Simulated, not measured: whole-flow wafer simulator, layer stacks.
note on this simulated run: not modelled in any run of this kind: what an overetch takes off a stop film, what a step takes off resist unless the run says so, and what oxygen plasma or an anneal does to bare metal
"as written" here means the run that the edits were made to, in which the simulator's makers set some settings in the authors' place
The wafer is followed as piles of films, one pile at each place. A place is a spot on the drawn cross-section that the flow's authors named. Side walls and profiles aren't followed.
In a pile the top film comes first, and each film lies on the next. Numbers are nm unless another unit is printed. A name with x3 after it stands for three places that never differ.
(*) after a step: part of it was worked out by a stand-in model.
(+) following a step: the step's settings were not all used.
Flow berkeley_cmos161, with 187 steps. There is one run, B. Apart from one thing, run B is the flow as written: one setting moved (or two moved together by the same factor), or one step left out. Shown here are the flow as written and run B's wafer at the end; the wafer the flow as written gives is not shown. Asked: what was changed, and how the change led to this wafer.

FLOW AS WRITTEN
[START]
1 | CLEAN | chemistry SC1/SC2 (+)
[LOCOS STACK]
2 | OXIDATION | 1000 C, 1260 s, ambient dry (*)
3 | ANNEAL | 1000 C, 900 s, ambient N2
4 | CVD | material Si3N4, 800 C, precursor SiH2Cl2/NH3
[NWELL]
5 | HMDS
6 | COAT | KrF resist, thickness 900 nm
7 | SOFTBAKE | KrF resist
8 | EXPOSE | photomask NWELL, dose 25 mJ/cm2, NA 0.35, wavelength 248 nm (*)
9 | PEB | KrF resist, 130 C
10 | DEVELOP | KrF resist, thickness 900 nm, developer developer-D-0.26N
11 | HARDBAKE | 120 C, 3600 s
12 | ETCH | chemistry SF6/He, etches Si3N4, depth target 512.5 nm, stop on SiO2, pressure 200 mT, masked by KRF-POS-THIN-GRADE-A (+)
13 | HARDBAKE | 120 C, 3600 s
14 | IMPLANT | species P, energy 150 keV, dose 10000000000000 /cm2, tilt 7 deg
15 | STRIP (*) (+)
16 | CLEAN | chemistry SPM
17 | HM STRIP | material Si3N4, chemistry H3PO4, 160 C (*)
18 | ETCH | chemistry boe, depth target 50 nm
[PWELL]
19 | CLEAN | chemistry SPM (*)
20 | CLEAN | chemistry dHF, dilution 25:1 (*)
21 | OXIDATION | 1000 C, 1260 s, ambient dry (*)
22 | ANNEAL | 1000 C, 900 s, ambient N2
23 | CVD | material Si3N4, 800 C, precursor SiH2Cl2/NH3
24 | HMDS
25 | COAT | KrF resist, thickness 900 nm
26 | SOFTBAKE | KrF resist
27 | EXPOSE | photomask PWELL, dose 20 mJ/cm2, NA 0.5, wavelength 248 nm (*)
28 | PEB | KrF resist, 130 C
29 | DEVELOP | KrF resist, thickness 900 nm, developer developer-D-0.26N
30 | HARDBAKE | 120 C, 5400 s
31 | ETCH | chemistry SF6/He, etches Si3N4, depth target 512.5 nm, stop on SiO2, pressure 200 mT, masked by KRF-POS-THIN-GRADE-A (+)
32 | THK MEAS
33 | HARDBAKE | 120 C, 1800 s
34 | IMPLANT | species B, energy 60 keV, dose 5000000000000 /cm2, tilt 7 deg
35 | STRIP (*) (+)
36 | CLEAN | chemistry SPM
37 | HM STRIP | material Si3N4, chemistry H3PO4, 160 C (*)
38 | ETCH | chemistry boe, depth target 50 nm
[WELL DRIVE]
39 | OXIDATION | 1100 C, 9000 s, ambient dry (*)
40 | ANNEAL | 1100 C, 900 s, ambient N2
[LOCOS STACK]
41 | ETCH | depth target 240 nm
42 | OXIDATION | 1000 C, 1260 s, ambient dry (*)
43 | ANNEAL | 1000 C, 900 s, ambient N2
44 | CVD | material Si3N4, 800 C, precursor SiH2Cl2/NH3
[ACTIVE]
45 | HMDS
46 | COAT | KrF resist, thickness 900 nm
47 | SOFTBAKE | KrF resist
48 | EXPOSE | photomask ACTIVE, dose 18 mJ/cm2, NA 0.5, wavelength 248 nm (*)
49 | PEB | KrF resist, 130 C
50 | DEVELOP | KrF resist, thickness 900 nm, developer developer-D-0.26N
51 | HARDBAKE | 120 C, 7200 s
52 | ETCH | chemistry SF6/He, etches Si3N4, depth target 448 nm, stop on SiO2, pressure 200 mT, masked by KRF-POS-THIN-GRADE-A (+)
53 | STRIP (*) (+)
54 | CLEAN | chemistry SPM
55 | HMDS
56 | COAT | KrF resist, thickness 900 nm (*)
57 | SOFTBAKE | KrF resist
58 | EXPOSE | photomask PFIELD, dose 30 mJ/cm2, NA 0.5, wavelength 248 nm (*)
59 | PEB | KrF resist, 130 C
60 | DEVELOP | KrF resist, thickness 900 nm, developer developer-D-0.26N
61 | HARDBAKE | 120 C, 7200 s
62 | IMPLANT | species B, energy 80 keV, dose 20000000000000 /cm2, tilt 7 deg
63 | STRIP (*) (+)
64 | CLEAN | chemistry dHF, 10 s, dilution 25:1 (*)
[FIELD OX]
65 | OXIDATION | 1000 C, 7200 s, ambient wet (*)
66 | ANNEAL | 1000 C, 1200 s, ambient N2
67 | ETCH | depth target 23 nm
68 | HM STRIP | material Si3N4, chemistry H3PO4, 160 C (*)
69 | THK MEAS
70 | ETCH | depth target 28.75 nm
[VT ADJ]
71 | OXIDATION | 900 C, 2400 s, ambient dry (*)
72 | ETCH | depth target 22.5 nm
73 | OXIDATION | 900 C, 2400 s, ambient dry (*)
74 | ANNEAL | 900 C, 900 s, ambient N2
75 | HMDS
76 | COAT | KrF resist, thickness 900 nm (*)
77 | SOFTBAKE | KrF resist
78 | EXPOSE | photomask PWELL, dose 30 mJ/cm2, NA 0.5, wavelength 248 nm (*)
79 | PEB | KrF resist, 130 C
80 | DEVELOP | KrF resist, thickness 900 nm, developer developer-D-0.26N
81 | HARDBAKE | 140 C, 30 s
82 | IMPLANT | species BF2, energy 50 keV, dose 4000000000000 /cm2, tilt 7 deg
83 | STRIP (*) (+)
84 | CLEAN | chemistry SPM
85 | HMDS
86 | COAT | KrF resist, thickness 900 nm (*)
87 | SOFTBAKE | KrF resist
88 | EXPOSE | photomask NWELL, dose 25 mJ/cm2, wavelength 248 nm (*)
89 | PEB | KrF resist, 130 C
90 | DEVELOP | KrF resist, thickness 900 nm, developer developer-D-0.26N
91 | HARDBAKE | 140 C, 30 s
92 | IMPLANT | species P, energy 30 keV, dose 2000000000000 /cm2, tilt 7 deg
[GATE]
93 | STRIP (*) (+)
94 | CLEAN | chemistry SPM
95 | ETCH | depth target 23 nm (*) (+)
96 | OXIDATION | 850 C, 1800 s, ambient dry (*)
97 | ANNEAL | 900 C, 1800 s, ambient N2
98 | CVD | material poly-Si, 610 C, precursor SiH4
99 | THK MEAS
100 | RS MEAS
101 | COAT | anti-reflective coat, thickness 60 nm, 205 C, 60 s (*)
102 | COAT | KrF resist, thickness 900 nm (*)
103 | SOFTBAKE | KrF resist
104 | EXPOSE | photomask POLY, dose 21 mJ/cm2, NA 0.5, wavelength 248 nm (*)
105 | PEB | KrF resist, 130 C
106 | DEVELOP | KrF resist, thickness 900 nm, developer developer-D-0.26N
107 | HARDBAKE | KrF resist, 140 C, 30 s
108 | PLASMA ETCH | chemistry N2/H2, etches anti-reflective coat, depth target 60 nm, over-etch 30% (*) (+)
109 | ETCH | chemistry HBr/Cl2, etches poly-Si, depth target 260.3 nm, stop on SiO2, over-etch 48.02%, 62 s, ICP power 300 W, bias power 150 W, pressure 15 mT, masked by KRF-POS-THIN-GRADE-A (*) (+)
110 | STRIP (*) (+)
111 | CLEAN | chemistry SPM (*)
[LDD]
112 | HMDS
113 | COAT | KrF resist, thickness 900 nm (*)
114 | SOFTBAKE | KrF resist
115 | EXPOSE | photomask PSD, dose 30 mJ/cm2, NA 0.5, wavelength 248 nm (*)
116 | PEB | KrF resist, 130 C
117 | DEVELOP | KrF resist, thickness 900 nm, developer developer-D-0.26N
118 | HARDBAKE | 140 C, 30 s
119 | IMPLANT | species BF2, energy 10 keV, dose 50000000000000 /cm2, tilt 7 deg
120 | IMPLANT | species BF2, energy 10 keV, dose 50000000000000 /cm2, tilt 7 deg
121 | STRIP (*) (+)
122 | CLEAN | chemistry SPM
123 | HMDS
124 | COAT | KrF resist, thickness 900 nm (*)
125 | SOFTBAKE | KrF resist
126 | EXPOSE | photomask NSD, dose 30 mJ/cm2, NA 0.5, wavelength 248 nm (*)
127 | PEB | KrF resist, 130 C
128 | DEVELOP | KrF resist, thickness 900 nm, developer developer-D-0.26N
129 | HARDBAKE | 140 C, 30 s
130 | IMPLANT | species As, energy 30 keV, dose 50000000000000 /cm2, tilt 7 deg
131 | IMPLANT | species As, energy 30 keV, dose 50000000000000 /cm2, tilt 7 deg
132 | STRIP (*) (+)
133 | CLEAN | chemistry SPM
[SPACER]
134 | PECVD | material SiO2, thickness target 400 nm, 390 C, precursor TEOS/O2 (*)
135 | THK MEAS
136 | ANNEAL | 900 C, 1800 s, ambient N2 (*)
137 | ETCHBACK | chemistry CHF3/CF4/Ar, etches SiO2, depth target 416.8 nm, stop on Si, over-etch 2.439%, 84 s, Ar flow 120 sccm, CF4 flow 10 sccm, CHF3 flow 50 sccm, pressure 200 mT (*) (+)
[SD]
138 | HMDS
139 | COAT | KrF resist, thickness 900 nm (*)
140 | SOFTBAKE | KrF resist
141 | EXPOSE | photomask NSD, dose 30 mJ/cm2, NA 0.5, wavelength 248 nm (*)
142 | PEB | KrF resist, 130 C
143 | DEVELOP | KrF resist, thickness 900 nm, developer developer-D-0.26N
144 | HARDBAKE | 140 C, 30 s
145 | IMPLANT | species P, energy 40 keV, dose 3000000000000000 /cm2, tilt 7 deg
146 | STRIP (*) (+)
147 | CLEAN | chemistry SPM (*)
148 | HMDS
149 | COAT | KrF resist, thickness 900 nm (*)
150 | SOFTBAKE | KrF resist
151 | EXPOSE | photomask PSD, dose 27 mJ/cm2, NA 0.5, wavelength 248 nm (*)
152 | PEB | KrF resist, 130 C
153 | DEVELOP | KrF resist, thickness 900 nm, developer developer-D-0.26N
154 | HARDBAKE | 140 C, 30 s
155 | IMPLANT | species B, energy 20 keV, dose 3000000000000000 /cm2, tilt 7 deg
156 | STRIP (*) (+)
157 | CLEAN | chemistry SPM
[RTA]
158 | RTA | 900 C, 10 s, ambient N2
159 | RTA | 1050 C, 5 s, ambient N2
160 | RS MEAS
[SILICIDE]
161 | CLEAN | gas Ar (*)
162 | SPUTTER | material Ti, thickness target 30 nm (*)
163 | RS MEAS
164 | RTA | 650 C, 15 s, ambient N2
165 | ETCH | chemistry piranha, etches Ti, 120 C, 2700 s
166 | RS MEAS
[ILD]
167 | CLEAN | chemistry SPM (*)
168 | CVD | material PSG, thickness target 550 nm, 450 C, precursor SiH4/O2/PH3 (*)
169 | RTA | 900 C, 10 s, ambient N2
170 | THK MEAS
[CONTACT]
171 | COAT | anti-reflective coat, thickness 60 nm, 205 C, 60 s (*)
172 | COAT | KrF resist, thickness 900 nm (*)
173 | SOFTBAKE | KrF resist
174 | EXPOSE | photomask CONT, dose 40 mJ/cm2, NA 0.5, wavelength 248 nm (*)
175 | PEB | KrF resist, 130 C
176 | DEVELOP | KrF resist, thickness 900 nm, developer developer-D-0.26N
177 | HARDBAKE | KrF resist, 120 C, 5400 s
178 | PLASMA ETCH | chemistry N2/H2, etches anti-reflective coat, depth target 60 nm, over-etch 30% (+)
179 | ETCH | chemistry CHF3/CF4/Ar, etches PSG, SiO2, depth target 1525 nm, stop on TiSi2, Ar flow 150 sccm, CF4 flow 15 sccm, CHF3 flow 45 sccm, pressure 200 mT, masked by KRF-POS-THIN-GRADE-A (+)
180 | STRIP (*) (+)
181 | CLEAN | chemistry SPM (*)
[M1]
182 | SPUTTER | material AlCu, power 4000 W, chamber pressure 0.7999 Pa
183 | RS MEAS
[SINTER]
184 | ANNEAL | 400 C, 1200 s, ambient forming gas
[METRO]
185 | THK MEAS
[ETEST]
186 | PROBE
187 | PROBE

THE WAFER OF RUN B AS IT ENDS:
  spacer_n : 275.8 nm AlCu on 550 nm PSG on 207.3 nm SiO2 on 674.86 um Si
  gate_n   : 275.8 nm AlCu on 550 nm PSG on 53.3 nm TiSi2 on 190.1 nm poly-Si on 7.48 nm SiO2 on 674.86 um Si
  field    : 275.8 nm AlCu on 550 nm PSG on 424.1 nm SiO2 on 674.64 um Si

Cause: step 70, ETCH: depth target 12.94 nm was run, while the flow as written has depth target 28.75 nm.

Step by step, how the change led to this:
  70 | ETCH | depth target 28.75 nm
      spacer_n, gate_n, spacer_p, gate_p, contact, m1: -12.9 SiO2 (it would be, as written: -24.8 SiO2 (all of it))
      sd_n, sd_p: -12.9 SiO2 (it would be, as written: -25 SiO2 (all of it))
      (and at 1 other place as well)
  71 | OXIDATION | 900 C, 2400 s, ambient dry (*)
      spacer_n, gate_n, spacer_p, gate_p, contact, m1: +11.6 SiO2, -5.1 Si (it would be, as written: +14.9 SiO2 (new film), -6.57 Si)
      sd_n, sd_p: +11.5 SiO2, -5.07 Si (it would be, as written: +14.9 SiO2 (new film), -6.57 Si)
  72 | ETCH | depth target 22.5 nm
      sd_n, spacer_n, gate_n, sd_p, spacer_p, gate_p, contact, m1: -22.5 SiO2 (it would be, as written: -14.9 SiO2 (all of it))
  73 | OXIDATION | 900 C, 2400 s, ambient dry (*)
      spacer_n, gate_n, spacer_p, gate_p, contact, m1: +14 SiO2, -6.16 Si (it would be, as written: +14.9 SiO2 (new film), -6.57 Si)
      sd_n, sd_p: +13.8 SiO2, -6.07 Si (it would be, as written: +14.9 SiO2 (new film), -6.57 Si)
  101 | COAT | anti-reflective coat, thickness 60 nm, 205 C, 60 s (*)
      sd_n: +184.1 anti-reflective coat (new film) (it would be, as written: +173.5 anti-reflective coat (new film))
      spacer_n: +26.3 anti-reflective coat (new film) (it would be, as written: +28.7 anti-reflective coat (new film))
      (and at 4 other places as well)
  108 | PLASMA ETCH | chemistry N2/H2, etches anti-reflective coat, depth target 60 nm, over-etch 30% (*) (+)
      sd_n: -184.1 anti-reflective coat (all of it), -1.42 poly-Si (it would be, as written: -173.5 anti-reflective coat (all of it), -1.33 poly-Si)
      spacer_n: -26.3 anti-reflective coat (all of it), -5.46 poly-Si (it would be, as written: -28.7 anti-reflective coat (all of it), -5.05 poly-Si)
      (and at 2 other places as well)
  110 | STRIP (*) (+)
      gate_n: +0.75 chemical SiO2 (new film), -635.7 KrF resist (all of it), -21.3 anti-reflective coat (all of it), -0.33 poly-Si (it would be, as written: +0.75 chemical SiO2 (new film), -626.8 KrF resist (all of it), -23.7 anti-reflective coat (all of it), -0.33 poly-Si)
      gate_p: +0.75 chemical SiO2 (new film), -603.5 KrF resist (all of it), -26.7 anti-reflective coat (all of it), -0.33 poly-Si (it would be, as written: +0.75 chemical SiO2 (new film), -598.2 KrF resist (all of it), -27.9 anti-reflective coat (all of it), -0.33 poly-Si)
  171 | COAT | anti-reflective coat, thickness 60 nm, 205 C, 60 s (*)
      sd_n: +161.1 anti-reflective coat (new film) (it would be, as written: +149.7 anti-reflective coat (new film))
      m1: +101.3 anti-reflective coat (new film) (it would be, as written: +97.8 anti-reflective coat (new film))
  180 | STRIP (*) (+)
      sd_n: -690 KrF resist (all of it), -161.1 anti-reflective coat (all of it) (it would be, as written: -692.5 KrF resist (all of it), -149.7 anti-reflective coat (all of it))
      m1: -744.8 KrF resist (all of it), -101.3 anti-reflective coat (all of it) (it would be, as written: -739.9 KrF resist (all of it), -97.8 anti-reflective coat (all of it))
